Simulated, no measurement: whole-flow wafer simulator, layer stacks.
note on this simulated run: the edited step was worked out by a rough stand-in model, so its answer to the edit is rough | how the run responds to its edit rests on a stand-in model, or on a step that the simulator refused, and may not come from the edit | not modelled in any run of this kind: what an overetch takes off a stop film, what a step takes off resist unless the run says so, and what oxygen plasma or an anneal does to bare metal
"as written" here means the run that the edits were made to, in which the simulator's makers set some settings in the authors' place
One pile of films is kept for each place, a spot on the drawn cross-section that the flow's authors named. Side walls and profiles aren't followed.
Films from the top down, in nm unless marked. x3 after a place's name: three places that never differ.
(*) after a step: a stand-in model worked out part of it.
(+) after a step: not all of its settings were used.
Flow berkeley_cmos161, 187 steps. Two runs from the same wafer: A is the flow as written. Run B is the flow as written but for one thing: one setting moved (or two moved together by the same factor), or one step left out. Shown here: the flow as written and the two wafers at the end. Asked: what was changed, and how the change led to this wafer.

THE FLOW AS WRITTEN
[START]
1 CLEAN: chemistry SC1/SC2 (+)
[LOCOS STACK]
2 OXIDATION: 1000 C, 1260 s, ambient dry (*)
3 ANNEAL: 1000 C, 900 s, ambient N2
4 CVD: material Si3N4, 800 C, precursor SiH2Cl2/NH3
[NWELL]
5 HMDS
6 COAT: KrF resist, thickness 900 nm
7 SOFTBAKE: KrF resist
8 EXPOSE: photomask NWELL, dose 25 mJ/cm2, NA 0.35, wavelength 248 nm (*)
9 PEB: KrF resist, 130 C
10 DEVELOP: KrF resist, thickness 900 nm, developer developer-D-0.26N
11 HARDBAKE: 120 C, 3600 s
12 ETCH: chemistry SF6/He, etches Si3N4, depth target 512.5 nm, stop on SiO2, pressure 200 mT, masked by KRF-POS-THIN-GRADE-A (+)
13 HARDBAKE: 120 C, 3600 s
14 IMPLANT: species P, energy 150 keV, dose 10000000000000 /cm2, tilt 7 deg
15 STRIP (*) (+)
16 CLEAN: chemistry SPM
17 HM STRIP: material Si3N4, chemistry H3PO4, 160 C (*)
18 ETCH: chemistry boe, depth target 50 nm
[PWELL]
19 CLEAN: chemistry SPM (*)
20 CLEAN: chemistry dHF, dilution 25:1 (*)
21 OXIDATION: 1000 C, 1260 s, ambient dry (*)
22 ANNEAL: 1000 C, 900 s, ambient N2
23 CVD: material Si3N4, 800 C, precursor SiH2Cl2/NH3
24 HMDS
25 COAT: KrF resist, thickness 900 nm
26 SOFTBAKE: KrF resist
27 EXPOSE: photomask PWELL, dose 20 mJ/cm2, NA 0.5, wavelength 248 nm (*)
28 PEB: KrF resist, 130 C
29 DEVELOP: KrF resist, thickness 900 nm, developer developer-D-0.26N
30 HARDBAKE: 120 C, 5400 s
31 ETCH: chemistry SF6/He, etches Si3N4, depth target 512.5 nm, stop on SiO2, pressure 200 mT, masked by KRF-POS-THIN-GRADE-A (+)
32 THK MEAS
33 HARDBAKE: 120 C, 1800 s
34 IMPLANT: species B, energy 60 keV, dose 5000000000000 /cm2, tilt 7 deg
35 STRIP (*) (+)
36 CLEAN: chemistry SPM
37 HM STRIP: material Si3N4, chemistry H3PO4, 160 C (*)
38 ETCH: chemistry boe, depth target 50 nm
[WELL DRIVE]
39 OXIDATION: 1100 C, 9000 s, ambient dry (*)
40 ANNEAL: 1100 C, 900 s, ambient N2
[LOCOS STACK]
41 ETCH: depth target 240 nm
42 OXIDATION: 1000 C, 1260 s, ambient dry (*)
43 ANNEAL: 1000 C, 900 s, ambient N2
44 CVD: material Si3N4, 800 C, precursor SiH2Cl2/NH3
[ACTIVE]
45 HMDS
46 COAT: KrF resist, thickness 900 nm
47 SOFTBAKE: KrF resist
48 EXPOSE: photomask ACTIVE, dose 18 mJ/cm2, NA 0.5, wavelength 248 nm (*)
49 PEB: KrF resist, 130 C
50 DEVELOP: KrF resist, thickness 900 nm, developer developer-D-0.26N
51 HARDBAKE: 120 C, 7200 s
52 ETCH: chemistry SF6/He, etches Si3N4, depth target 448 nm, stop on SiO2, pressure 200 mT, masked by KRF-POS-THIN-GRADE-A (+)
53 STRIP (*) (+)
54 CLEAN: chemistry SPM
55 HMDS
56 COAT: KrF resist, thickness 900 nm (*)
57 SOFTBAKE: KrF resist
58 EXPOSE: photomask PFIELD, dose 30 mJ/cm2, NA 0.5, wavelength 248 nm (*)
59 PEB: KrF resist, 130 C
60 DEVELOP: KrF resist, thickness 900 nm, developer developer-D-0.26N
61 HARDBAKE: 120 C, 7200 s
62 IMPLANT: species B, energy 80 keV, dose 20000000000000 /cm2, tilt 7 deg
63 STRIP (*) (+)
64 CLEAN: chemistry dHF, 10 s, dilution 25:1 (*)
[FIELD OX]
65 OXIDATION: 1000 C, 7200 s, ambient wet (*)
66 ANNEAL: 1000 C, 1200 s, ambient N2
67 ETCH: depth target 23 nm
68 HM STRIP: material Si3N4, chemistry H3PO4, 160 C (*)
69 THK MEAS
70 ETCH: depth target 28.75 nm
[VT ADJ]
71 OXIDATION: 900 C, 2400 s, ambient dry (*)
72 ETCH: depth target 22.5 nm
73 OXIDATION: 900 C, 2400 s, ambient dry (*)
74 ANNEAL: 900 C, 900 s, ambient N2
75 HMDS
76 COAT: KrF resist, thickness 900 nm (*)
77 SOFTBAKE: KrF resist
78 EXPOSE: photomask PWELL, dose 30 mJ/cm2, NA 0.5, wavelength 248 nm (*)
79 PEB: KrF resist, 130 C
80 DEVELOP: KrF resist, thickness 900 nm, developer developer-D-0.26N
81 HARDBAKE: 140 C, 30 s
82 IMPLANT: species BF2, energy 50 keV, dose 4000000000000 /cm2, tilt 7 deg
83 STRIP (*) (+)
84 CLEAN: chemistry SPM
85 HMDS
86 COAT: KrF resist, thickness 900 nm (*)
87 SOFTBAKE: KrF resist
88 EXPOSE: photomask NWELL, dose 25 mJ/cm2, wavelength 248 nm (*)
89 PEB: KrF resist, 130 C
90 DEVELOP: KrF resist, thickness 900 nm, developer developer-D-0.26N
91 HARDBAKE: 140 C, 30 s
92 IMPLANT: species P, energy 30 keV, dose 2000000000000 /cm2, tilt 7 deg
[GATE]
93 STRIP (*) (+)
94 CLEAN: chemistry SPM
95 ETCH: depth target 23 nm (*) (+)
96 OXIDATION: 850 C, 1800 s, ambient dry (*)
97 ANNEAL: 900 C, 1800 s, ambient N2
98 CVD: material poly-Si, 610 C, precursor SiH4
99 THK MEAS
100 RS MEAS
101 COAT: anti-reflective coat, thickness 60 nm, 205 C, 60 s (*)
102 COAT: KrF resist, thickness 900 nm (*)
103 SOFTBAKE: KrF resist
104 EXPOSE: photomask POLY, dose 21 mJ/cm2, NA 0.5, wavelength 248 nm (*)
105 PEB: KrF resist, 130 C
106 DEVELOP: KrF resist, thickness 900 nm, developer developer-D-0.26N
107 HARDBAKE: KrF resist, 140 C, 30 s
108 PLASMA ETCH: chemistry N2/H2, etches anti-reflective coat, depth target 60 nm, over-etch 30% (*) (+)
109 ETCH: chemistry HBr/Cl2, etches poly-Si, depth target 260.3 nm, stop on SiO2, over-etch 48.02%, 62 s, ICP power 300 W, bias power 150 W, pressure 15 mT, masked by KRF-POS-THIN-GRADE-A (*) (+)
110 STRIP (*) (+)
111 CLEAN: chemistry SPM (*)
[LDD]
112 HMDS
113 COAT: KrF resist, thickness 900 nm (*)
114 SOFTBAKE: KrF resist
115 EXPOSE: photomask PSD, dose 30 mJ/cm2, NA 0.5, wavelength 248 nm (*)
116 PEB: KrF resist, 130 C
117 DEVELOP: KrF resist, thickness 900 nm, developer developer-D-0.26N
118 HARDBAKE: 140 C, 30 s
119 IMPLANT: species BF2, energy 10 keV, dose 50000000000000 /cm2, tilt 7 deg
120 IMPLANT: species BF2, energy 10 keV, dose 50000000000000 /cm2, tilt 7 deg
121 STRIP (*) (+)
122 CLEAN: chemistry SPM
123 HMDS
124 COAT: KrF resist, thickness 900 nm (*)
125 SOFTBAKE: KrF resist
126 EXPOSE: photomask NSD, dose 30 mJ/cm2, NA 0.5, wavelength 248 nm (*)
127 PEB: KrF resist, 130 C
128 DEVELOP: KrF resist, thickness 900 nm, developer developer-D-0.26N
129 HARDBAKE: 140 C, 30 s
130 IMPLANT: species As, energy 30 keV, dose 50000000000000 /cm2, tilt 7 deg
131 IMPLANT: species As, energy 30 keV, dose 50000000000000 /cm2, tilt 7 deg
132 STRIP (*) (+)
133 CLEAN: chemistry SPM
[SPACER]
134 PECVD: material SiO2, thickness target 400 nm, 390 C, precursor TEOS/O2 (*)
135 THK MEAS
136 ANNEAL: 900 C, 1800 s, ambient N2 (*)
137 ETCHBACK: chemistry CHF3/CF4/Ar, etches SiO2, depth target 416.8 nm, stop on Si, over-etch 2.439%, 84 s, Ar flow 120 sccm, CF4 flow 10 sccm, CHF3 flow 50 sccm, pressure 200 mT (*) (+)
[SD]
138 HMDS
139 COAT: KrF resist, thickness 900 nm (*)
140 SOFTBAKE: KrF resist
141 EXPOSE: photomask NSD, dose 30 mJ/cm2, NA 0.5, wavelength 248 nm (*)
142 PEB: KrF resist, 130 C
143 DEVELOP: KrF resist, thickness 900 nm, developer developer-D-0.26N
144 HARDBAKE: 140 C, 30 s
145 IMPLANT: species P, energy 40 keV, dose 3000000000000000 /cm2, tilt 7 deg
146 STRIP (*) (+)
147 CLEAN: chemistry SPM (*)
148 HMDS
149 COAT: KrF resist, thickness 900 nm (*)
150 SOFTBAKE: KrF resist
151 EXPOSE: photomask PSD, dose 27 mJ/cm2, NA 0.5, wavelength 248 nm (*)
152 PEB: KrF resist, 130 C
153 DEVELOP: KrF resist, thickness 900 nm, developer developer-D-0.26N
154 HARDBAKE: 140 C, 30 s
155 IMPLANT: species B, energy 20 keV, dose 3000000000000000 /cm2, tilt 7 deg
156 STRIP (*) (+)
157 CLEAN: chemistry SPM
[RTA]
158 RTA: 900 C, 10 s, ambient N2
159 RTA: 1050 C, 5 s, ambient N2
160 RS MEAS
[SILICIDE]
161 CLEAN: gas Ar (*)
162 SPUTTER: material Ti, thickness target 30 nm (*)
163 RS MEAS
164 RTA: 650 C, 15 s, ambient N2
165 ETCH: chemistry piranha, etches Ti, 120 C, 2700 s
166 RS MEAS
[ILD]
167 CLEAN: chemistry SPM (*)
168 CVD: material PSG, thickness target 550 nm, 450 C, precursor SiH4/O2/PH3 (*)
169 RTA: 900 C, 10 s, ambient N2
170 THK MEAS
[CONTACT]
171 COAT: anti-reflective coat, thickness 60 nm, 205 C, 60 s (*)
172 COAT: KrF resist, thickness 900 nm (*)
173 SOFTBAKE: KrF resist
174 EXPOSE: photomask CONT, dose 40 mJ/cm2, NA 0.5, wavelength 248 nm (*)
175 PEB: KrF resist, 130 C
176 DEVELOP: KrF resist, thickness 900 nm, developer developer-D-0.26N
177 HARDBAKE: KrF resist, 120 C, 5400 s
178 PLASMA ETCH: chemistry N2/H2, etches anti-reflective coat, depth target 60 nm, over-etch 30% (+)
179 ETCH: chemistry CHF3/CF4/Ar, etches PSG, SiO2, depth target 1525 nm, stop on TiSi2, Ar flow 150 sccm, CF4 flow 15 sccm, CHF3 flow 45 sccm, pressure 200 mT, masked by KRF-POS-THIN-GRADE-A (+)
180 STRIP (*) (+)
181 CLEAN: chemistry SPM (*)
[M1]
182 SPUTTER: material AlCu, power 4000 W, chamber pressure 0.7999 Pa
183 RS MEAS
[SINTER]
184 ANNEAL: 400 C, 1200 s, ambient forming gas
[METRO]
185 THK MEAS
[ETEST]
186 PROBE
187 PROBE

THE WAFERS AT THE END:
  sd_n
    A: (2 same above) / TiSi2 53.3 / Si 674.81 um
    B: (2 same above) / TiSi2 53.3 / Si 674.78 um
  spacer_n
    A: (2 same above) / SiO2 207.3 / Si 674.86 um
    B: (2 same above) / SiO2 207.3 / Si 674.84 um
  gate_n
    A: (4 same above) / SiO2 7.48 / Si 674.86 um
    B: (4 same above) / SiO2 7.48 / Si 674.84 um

The cause: step 2, OXIDATION: 1200 C was run, where the flow has 1000 C.

How the change led to this, step by step:
  2 OXIDATION: 1000 C, 1260 s, ambient dry (*)
      field, sd_n, spacer_n and 6 more: A SiO2 +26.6 (new film), chemical SiO2 -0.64 (all of it), Si -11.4 | B SiO2 +100.8 (new film), chemical SiO2 -0.64 (all of it), Si -44
  18 ETCH: chemistry boe, depth target 50 nm
      field, sd_n, spacer_n, gate_n, contact, m1: A SiO2 -24.5 (all of it) | B SiO2 -50
      sd_p, spacer_p, gate_p: A SiO2 -14.3 (all of it) | B SiO2 -50
  19 CLEAN: chemistry SPM (*)
      field, sd_n, spacer_n and 6 more: A chemical SiO2 +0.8 (new film), Si -0.35 | B nothing
  20 CLEAN: chemistry dHF, dilution 25:1 (*)
      field, sd_n, spacer_n and 6 more: A chemical SiO2 -0.8 (all of it) | B nothing
  21 OXIDATION: 1000 C, 1260 s, ambient dry (*)
      field, sd_n, spacer_n, gate_n, contact, m1: A SiO2 +26.6 (new film), Si -11.7 | B SiO2 +10.6, Si -4.67
      sd_p, spacer_p, gate_p: A SiO2 +26.6 (new film), Si -11.7 | B SiO2 +11.3, Si -4.98
  38 ETCH: chemistry boe, depth target 50 nm
      m1: A SiO2 -24.4 (all of it) | B SiO2 -50
      field, sd_n, spacer_n, gate_n, contact: A SiO2 -12.2 (all of it) | B SiO2 -44.9 (all of it)
      (and at 3 more places)
  39 OXIDATION: 1100 C, 9000 s, ambient dry (*)
      m1: A SiO2 +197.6 (new film), Si -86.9 | B SiO2 +191.9, Si -84.4
